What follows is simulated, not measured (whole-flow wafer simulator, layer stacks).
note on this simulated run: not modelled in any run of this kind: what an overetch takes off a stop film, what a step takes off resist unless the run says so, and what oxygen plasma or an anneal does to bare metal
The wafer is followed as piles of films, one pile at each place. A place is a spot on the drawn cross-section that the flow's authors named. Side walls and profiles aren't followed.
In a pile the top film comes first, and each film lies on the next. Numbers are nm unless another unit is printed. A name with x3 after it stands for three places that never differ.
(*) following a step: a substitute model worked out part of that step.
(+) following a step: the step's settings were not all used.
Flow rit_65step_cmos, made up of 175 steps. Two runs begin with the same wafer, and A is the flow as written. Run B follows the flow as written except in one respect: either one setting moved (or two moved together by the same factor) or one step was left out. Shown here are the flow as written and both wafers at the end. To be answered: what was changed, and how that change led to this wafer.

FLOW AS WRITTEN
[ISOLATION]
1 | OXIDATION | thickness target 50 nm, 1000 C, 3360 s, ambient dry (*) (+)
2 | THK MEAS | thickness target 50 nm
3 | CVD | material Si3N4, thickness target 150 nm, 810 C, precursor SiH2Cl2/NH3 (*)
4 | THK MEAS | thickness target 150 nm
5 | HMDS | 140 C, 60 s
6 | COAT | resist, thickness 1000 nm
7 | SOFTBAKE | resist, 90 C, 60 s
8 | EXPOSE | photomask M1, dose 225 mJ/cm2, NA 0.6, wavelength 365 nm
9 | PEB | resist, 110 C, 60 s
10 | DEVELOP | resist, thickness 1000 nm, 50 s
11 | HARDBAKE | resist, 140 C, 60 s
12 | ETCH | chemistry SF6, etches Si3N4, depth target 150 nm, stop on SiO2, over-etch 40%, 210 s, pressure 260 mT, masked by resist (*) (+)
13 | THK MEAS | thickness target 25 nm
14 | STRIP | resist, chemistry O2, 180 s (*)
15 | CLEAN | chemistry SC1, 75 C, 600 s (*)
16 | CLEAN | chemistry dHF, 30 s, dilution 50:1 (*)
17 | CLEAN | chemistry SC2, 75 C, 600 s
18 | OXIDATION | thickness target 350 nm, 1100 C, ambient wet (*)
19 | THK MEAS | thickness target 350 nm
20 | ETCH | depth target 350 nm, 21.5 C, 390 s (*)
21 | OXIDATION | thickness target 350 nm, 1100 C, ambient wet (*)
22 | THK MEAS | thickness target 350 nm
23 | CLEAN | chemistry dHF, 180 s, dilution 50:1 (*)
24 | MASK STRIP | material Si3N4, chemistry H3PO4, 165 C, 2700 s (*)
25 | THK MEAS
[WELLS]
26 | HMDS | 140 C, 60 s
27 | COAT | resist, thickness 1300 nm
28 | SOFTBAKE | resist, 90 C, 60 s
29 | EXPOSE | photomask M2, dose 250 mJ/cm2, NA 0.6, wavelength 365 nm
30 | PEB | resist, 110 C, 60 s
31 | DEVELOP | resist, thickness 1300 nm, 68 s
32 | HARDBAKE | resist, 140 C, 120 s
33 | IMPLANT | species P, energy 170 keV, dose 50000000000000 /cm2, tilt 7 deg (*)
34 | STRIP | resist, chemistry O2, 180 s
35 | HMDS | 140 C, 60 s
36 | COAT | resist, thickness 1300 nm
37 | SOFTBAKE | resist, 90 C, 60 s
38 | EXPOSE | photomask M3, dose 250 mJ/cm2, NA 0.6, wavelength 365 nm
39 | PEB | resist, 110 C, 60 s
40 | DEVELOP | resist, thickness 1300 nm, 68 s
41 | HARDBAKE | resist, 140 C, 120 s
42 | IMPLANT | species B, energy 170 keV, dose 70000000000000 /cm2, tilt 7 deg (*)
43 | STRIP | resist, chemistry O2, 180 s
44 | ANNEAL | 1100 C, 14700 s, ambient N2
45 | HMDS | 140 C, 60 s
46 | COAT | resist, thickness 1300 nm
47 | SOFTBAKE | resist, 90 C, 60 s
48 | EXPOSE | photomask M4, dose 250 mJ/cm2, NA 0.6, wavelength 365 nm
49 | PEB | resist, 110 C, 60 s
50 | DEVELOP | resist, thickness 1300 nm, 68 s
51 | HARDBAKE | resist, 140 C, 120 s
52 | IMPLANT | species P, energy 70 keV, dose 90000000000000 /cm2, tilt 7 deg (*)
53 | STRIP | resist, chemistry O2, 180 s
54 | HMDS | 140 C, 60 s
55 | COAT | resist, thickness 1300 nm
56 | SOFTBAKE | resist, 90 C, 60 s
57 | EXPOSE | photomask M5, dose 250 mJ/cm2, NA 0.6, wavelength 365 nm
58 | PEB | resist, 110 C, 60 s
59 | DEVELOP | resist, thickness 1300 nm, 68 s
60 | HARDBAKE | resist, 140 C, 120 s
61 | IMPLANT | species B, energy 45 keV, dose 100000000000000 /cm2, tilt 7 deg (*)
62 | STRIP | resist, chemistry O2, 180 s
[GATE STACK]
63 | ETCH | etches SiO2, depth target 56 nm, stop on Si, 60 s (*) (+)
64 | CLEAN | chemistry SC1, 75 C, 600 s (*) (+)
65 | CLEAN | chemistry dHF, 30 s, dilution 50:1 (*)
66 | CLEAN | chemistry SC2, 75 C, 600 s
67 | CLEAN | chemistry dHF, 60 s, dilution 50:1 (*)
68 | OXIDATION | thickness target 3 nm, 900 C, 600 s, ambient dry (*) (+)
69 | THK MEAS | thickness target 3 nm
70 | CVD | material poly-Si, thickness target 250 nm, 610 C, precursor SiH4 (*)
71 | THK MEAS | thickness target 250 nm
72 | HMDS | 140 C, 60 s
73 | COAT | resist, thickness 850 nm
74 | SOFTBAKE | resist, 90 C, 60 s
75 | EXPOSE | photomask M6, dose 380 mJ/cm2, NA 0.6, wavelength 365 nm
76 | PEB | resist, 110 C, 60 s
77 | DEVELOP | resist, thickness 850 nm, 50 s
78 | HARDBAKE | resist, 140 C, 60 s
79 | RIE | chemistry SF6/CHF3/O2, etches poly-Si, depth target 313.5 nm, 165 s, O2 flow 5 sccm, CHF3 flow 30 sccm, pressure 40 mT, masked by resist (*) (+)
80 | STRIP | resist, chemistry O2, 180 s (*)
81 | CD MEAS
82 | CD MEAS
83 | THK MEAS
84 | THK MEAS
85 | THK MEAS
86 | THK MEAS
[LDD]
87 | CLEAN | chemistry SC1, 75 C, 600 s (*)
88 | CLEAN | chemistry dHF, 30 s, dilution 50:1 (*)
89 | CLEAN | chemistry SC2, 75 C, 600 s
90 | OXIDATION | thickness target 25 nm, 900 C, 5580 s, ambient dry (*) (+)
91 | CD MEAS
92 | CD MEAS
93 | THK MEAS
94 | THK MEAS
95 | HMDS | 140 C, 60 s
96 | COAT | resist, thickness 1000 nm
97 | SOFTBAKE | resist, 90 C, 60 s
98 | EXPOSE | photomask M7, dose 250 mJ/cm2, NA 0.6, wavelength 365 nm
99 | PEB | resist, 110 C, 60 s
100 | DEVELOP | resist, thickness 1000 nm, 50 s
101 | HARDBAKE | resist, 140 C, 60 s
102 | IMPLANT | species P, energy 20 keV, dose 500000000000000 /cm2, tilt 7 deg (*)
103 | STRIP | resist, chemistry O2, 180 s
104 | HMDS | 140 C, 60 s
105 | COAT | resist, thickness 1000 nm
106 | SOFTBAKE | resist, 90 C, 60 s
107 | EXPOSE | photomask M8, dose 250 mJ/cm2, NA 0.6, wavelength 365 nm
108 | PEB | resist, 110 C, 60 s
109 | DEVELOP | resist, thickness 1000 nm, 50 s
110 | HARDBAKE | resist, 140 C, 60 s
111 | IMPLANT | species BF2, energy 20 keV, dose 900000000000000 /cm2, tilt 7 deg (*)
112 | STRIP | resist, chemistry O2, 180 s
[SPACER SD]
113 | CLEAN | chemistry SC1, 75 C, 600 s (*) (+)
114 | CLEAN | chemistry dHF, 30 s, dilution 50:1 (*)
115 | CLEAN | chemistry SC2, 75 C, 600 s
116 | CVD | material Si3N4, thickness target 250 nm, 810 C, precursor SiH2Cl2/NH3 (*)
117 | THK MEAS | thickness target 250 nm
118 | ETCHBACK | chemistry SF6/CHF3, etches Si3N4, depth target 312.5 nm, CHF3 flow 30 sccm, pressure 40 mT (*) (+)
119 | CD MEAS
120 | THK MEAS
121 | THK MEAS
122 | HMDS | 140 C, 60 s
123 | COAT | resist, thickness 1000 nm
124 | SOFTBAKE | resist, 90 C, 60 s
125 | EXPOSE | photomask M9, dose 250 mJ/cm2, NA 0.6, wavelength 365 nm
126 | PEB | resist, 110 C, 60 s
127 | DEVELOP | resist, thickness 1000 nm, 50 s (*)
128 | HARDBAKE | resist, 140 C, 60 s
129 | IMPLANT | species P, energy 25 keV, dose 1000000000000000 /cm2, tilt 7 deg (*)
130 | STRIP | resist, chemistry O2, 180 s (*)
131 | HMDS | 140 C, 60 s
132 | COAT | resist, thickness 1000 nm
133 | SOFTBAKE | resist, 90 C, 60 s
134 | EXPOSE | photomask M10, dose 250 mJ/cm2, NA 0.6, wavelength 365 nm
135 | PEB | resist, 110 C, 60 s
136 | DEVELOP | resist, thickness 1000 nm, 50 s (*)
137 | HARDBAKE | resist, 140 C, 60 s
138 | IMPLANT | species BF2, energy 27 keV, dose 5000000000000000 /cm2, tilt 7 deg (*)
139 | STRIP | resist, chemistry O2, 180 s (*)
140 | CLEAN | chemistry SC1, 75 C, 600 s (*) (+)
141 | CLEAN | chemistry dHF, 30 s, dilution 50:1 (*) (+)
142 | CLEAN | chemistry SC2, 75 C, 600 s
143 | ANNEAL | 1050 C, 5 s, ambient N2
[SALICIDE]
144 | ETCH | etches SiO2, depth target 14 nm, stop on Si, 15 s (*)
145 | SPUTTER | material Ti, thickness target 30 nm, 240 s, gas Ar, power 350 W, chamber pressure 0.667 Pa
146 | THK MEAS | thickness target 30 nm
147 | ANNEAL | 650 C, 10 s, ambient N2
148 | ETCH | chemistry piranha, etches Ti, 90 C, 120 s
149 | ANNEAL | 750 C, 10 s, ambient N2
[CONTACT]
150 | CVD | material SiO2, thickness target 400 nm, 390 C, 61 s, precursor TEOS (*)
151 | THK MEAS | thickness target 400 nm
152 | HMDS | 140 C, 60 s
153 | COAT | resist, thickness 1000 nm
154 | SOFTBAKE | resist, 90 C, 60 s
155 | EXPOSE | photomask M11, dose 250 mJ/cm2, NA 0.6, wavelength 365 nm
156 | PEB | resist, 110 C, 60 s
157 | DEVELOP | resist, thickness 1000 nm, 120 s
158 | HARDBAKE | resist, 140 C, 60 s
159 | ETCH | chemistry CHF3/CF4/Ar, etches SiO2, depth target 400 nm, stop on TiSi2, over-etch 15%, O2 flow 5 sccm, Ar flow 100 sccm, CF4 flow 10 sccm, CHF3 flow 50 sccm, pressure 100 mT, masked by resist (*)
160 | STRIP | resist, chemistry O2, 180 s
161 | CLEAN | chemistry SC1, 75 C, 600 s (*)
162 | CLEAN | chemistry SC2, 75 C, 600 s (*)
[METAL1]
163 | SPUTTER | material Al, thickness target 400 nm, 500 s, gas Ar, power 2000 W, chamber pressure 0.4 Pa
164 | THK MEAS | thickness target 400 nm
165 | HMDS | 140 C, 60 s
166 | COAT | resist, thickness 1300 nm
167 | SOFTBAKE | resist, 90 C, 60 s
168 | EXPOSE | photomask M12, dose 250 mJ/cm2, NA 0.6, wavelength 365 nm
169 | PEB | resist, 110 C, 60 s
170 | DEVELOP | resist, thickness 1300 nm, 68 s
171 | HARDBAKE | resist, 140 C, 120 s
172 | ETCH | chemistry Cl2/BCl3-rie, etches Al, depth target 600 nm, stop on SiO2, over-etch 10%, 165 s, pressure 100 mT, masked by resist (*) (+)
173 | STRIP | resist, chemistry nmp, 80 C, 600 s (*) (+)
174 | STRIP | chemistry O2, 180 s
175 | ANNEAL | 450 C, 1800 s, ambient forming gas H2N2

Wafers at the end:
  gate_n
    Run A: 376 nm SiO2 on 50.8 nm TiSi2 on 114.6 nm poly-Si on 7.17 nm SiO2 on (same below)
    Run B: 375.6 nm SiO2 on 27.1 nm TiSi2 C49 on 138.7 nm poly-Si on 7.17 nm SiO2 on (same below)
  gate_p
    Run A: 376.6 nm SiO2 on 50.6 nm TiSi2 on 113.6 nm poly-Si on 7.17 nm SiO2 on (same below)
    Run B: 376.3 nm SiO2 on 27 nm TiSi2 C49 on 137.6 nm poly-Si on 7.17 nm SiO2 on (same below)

What caused this: step 145, SPUTTER: 120 s was run, though the flow has 240 s.

How this came from the change, step by step:
  145 | SPUTTER | material Ti, thickness target 30 nm, 240 s, gas Ar, power 350 W, chamber pressure 0.667 Pa
      field, field_pw, field_nw, field_p, spacer, spacer_p: A +30 Ti (new film) | B +15 Ti (new film)
      gate_n: A +27.3 Ti (new film) | B +13.7 Ti (new film)
      (and at 1 other place as well)
  147 | ANNEAL | 650 C, 10 s, ambient N2
      gate_n: A -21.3 Ti, +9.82 TiSi first (new film), +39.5 TiSi2 C49 (new film), -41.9 poly-Si | B -10.7 Ti, +27.2 TiSi2 C49 (new film), -24.3 poly-Si
      gate_p: A -21.2 Ti, +9.56 TiSi first (new film), +39.6 TiSi2 C49 (new film), -41.9 poly-Si | B -10.6 Ti, +27.1 TiSi2 C49 (new film), -24.2 poly-Si
  148 | ETCH | chemistry piranha, etches Ti, 90 C, 120 s
      gate_n: A -6 Ti (all of it), -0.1 TiSi first | B -3.01 Ti (all of it), -0.11 TiSi2 C49
      gate_p: A -5.97 Ti (all of it), -0.1 TiSi first | B -3 Ti (all of it), -0.11 TiSi2 C49
      (and at 6 other places as well)
  149 | ANNEAL | 750 C, 10 s, ambient N2
      gate_n: A +50.8 TiSi2 (new film), -9.72 TiSi first (all of it), -39.5 TiSi2 C49 (all of it), -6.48 poly-Si | B nothing
      gate_p: A +50.6 TiSi2 (new film), -9.46 TiSi first (all of it), -39.6 TiSi2 C49 (all of it), -6.31 poly-Si | B nothing
